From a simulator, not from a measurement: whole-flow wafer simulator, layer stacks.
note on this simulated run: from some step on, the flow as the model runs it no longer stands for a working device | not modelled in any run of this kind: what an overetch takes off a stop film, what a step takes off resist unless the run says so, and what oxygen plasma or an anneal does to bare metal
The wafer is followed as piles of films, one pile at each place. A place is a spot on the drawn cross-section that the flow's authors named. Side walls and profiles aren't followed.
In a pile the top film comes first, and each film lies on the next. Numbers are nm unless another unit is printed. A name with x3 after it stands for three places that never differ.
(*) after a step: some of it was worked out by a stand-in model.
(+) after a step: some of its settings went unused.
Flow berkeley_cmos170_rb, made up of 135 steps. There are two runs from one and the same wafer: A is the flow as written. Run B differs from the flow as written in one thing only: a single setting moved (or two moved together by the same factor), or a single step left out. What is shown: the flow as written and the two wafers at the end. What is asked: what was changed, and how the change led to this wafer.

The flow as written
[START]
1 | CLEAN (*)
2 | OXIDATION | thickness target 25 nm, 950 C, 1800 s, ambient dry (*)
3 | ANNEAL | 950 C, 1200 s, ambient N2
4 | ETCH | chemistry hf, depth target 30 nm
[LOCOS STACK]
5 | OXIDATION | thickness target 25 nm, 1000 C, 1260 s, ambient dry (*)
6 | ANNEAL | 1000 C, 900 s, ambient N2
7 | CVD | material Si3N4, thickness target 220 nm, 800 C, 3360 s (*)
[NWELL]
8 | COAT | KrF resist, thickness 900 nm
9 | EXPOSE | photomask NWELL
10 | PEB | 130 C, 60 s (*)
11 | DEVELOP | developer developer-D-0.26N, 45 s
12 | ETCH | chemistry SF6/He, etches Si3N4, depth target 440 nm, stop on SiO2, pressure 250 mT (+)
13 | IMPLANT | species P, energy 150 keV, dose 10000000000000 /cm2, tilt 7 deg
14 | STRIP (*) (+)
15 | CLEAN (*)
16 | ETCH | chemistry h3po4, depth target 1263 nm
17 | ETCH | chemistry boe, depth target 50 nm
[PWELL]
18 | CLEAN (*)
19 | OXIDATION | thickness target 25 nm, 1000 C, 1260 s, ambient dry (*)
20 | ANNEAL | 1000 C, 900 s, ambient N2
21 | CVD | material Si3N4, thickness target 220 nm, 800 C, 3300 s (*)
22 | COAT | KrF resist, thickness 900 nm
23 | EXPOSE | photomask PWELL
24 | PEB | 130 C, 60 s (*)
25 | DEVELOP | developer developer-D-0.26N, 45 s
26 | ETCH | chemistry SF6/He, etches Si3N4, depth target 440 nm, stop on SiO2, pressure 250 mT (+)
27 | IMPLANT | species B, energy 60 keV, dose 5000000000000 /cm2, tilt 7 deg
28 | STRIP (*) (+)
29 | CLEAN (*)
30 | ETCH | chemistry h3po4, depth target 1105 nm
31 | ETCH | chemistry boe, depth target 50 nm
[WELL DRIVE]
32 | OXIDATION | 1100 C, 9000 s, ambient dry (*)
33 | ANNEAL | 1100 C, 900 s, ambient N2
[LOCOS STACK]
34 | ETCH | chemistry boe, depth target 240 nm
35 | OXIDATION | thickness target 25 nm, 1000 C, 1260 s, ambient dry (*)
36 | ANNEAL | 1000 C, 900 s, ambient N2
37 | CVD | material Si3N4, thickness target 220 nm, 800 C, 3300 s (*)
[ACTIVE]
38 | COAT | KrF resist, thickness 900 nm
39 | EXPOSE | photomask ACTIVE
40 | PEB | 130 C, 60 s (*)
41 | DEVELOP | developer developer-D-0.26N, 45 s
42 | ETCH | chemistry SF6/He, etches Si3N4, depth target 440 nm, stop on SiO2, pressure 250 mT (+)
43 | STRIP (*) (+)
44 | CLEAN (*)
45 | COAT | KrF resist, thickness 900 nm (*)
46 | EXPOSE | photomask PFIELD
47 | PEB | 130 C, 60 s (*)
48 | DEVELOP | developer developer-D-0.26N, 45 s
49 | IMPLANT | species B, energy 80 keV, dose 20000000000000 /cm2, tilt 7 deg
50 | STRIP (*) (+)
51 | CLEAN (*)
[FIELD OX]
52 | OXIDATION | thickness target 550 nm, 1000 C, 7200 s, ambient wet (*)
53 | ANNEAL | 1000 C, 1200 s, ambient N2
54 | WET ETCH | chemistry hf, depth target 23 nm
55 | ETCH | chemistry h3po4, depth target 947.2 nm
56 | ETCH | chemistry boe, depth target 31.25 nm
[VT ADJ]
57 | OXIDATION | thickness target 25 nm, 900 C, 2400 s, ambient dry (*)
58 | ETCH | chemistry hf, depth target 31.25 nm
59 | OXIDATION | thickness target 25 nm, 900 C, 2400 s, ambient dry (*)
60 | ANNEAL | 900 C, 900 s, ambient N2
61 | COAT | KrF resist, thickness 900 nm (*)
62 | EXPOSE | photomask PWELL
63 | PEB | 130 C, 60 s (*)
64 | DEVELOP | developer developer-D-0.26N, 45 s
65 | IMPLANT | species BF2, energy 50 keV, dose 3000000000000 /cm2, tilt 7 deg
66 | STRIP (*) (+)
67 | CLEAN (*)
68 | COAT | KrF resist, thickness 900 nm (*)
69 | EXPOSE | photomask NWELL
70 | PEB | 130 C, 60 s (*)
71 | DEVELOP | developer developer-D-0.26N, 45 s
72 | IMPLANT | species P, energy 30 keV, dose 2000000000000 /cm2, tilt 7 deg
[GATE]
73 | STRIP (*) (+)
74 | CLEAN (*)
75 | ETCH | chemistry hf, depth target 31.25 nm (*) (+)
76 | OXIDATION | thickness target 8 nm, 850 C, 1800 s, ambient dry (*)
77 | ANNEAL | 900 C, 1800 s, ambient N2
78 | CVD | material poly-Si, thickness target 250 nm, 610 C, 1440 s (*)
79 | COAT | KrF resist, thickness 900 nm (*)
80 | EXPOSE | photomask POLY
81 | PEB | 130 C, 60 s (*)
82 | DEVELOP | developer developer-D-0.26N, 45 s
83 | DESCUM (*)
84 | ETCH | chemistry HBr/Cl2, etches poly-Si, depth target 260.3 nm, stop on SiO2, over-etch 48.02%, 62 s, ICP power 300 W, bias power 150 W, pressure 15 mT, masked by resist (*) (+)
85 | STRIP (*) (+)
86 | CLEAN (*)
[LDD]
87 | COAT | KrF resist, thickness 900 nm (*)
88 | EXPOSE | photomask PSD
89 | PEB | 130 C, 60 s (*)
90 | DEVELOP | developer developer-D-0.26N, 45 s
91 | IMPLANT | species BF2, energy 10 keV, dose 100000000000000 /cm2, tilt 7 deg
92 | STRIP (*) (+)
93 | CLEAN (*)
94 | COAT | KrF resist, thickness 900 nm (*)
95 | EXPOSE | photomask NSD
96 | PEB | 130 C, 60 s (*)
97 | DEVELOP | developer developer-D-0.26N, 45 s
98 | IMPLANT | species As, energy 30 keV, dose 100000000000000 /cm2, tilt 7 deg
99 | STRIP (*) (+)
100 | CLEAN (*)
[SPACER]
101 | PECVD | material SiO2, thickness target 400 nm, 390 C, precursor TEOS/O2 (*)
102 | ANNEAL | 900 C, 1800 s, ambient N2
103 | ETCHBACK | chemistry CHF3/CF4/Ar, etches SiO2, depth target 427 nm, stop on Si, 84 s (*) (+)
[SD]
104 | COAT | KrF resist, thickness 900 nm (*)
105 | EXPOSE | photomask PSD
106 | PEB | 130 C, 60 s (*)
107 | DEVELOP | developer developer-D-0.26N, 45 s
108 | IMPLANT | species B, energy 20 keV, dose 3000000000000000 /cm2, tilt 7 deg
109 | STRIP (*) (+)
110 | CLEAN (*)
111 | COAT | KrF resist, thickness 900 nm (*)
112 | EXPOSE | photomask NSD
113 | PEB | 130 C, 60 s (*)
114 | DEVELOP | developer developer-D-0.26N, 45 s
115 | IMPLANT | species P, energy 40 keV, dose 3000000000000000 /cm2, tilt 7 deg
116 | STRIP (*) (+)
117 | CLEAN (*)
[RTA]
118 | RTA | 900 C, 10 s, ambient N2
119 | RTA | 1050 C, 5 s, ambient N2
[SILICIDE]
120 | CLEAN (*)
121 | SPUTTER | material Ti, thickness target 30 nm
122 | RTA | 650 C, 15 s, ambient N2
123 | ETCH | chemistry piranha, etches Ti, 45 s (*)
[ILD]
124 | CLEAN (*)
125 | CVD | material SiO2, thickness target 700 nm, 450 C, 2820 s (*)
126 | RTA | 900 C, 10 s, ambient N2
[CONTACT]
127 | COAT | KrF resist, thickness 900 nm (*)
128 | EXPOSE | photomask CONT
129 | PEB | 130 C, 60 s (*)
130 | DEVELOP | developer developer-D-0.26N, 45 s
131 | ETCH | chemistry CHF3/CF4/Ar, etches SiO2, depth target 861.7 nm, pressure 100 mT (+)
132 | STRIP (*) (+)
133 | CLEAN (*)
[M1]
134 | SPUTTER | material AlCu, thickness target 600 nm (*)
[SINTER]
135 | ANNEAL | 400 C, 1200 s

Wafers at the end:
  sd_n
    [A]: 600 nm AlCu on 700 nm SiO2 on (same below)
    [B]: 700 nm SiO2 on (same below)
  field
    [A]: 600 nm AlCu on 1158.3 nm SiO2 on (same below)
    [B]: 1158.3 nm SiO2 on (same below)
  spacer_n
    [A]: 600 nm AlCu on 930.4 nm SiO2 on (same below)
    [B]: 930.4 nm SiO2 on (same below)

What caused this: step 134, SPUTTER: material AlCu, thickness target 600 nm (*), was skipped.

How this came from the change, step by step:
  (no step that both runs have acts differently)
If metal films that touch count as one body, sd_n has 0 bodies; the flow as written gives 1 body.
If metal films that touch count as one body, field has 0 bodies; the flow as written gives 1 body.
If metal films that touch count as one body, spacer_n has 0 bodies; the flow as written gives 1 body.
